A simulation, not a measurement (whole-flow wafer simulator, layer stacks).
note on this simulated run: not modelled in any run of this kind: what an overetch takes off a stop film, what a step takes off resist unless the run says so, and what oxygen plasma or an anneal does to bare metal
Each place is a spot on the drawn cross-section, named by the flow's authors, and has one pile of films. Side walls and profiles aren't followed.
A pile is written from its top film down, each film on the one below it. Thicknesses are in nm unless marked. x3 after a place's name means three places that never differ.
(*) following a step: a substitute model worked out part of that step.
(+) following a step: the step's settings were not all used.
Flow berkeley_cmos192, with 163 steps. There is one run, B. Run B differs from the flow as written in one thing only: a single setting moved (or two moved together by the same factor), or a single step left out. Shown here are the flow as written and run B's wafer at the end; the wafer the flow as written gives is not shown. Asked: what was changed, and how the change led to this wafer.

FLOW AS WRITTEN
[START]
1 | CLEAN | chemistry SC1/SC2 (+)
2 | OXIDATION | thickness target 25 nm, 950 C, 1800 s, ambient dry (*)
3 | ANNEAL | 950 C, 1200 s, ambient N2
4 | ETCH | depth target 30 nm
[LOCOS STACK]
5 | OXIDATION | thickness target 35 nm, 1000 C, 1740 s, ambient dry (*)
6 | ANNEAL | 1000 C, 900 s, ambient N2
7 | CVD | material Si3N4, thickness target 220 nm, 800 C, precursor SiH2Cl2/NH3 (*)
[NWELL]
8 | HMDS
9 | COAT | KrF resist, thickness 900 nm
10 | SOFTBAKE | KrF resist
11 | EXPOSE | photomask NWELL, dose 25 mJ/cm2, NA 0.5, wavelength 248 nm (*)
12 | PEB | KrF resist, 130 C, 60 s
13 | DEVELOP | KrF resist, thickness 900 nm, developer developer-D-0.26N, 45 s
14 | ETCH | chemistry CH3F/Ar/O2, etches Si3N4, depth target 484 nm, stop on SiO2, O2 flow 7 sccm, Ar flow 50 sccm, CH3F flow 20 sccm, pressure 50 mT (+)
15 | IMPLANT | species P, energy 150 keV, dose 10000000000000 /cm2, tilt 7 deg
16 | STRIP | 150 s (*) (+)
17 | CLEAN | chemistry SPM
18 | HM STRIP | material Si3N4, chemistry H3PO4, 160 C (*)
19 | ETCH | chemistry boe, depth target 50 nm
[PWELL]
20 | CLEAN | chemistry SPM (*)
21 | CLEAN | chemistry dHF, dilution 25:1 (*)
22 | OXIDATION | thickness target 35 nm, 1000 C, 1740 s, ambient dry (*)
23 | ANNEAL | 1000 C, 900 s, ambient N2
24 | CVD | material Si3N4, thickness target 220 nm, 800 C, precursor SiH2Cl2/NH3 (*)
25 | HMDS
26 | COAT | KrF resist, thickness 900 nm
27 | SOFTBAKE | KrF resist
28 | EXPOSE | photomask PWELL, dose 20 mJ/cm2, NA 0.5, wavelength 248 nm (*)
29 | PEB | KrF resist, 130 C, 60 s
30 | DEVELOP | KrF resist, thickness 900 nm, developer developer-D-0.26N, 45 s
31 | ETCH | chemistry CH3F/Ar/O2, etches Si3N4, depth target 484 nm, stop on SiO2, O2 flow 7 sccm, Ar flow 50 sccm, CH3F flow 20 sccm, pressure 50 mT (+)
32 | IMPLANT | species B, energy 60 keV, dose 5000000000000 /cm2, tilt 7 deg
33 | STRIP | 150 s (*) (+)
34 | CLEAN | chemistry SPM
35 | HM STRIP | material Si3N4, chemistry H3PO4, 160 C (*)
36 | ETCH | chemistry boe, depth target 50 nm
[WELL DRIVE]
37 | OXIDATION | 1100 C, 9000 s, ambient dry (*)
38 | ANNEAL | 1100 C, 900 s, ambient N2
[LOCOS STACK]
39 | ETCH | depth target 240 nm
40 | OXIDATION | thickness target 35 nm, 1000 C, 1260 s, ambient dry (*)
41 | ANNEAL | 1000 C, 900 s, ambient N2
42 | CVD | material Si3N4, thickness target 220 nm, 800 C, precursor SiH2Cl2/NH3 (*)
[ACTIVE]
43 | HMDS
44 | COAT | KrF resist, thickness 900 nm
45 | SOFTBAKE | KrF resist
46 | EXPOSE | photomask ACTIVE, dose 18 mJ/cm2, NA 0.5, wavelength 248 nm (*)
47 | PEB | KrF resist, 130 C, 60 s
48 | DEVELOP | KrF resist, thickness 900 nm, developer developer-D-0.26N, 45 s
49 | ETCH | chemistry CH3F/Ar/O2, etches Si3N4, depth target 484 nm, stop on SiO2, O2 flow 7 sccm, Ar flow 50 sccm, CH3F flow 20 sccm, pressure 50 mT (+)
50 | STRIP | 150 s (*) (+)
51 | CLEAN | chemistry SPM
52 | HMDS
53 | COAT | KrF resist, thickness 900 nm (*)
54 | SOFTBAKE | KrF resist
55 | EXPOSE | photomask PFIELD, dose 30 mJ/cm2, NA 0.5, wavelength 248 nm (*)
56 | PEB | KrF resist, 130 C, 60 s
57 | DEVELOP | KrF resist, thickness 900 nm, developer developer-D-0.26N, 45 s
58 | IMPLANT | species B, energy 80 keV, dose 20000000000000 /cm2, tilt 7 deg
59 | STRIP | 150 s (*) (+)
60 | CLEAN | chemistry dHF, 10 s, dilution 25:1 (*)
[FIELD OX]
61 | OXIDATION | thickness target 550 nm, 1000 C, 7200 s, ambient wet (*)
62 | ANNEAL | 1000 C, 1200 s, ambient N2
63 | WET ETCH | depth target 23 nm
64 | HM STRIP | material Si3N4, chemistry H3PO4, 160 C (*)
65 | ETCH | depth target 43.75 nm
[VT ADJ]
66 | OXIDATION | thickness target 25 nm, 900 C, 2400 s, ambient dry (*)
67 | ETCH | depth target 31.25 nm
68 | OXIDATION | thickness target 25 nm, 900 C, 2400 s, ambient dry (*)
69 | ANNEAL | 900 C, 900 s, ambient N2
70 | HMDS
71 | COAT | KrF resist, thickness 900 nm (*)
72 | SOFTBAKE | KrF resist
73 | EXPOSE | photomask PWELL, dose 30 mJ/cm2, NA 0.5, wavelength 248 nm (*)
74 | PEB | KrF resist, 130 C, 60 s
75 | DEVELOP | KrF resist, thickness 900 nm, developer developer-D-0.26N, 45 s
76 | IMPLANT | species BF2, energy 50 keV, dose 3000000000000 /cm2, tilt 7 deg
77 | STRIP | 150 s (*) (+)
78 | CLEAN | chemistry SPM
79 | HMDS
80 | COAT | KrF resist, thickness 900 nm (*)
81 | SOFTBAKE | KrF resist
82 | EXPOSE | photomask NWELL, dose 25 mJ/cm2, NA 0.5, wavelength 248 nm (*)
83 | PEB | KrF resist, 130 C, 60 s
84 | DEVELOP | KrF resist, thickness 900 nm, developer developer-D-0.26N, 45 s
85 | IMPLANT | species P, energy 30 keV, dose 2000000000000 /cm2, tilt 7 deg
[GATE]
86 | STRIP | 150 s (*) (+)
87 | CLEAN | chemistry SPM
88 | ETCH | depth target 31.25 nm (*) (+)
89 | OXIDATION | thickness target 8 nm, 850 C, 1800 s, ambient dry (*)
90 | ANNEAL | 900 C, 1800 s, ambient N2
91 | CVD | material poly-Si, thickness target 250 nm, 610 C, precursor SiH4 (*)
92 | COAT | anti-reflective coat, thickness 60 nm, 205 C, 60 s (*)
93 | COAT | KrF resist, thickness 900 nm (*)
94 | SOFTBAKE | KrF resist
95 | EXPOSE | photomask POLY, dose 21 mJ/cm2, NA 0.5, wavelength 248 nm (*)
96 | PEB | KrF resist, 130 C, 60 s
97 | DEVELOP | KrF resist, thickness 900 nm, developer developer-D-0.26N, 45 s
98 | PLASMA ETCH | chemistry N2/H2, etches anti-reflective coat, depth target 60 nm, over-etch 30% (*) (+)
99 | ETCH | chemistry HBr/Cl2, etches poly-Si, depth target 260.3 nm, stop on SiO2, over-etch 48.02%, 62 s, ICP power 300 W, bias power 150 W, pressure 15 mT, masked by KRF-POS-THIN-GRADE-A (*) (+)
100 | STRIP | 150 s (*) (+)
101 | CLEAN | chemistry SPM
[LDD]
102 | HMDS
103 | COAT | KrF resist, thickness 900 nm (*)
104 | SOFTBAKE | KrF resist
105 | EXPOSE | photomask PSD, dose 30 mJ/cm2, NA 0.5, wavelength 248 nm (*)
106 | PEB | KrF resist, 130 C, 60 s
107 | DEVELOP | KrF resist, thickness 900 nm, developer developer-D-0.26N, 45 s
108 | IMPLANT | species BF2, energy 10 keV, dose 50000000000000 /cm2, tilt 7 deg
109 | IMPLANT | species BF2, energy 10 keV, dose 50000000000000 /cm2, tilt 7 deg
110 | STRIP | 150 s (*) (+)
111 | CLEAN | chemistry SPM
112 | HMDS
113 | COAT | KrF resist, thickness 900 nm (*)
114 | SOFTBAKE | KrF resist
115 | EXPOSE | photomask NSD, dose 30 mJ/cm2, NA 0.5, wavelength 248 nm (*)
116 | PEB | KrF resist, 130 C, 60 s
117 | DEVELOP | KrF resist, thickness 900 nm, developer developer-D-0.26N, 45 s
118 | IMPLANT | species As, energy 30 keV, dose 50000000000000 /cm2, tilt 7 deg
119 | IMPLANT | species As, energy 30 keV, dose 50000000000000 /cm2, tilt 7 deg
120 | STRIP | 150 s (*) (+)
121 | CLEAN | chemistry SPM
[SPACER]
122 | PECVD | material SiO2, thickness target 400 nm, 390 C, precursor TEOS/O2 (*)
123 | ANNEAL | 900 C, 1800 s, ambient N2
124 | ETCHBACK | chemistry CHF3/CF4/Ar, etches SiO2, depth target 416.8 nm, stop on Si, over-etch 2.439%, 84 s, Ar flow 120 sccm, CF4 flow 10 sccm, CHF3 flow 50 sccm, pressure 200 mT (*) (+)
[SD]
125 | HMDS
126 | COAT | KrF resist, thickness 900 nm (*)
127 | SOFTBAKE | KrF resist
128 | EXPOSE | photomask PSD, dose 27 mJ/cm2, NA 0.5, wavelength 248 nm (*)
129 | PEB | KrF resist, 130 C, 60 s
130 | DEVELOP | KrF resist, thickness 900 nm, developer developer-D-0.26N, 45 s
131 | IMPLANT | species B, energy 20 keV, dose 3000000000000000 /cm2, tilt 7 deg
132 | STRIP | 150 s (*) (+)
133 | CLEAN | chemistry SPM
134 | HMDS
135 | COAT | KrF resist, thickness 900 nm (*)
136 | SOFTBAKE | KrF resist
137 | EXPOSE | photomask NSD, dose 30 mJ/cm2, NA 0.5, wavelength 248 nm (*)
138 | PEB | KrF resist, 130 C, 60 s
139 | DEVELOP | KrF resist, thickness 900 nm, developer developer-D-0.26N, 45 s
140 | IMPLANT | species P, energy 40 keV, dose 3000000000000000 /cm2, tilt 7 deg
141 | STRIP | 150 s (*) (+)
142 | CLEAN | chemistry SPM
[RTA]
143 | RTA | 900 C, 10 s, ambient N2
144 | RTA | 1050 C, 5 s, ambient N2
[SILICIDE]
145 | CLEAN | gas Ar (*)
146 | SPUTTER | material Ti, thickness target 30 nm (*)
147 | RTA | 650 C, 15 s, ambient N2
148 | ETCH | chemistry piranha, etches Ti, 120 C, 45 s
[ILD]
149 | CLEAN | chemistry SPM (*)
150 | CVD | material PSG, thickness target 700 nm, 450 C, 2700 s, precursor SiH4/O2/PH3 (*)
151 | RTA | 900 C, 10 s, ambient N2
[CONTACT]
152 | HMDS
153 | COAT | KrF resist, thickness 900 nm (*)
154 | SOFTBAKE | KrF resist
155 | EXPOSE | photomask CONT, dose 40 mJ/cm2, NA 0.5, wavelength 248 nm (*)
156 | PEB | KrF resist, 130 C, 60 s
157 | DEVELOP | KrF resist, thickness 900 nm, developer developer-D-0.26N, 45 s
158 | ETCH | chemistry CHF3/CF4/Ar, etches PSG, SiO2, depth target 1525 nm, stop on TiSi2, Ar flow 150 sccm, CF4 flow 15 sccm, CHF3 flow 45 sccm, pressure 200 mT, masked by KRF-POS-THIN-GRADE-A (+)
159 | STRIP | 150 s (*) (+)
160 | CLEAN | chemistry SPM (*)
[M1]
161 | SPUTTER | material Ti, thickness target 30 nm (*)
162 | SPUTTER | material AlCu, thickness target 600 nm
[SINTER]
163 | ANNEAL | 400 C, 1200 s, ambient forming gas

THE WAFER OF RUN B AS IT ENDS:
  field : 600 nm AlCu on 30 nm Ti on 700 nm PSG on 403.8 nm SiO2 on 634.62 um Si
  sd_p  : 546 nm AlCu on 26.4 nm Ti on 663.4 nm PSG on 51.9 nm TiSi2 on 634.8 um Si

Cause: step 65, ETCH: depth target 35 nm was run, while the flow as written has depth target 43.75 nm.

Step by step, how the change led to this:
  65 | ETCH | depth target 43.75 nm
      field: -35 SiO2 (as written it would have been: -43.8 SiO2)
  92 | COAT | anti-reflective coat, thickness 60 nm, 205 C, 60 s (*)
      sd_n: +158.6 anti-reflective coat (new film) (as written it would have been: +152.4 anti-reflective coat (new film))
      spacer_n: +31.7 anti-reflective coat (new film) (as written it would have been: +33.8 anti-reflective coat (new film))
      (and at 4 other places as well)
  98 | PLASMA ETCH | chemistry N2/H2, etches anti-reflective coat, depth target 60 nm, over-etch 30% (*) (+)
      sd_n: -158.6 anti-reflective coat (all of it), -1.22 poly-Si (as written it would have been: -152.4 anti-reflective coat (all of it), -1.17 poly-Si)
      spacer_n: -31.7 anti-reflective coat (all of it), -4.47 poly-Si (as written it would have been: -33.8 anti-reflective coat (all of it), -4.21 poly-Si)
      (and at 2 other places as well)
  100 | STRIP | 150 s (*) (+)
      gate: +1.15 chemical SiO2 (new film), -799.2 KrF resist (all of it), -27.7 anti-reflective coat (all of it), -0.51 poly-Si (as written it would have been: +1.15 chemical SiO2 (new film), -791.8 KrF resist (all of it), -30 anti-reflective coat (all of it), -0.51 poly-Si)
      gate_p: +1.15 chemical SiO2 (new film), -770 KrF resist (all of it), -29.4 anti-reflective coat (all of it), -0.51 poly-Si (as written it would have been: +1.15 chemical SiO2 (new film), -765.1 KrF resist (all of it), -31 anti-reflective coat (all of it), -0.51 poly-Si)
